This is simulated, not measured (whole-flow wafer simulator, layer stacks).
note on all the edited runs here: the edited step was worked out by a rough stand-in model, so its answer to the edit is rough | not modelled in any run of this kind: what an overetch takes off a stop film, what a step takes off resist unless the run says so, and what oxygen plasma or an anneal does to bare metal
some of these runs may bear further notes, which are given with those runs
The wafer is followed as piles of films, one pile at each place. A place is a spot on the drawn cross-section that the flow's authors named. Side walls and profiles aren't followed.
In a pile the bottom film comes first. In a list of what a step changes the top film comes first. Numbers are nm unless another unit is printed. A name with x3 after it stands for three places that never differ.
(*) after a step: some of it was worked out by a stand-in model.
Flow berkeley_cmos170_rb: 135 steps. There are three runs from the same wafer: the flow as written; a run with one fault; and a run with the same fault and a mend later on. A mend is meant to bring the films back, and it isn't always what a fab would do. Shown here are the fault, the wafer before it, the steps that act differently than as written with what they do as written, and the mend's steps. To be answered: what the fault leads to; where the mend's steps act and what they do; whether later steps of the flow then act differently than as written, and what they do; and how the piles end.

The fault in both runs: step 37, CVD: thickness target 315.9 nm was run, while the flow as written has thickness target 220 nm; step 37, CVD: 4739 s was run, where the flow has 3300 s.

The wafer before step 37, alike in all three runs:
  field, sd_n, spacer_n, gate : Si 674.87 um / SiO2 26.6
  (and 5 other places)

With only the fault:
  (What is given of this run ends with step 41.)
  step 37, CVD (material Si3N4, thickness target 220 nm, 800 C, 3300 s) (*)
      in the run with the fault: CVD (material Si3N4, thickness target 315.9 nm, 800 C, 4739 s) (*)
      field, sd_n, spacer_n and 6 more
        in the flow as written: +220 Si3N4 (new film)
        in the run with the fault: +315.9 Si3N4 (new film)
  None of the later steps of the flow up to step 41 acts differently than as written at any place that is followed.
  Once step 41 is done, the piles at field, sd_n, spacer_n and 6 more depart from the flow's by more than 2% or 0.5 nm, whichever is larger.
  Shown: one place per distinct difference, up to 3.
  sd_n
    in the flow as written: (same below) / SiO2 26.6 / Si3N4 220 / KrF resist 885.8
    in the run with the fault: (same below) / SiO2 26.6 / Si3N4 315.9 / KrF resist 885.8
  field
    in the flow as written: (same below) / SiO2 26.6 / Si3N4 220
    in the run with the fault: (same below) / SiO2 26.6 / Si3N4 315.9

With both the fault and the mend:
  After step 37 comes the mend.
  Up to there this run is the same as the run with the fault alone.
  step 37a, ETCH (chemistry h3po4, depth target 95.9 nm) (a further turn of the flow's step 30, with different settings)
      field, sd_n, spacer_n and 6 more
        -95.9 Si3N4
  None of the later steps of the flow acts differently than as written at any place that is followed.
  At every place that both follow, the piles at the end match the flow's.
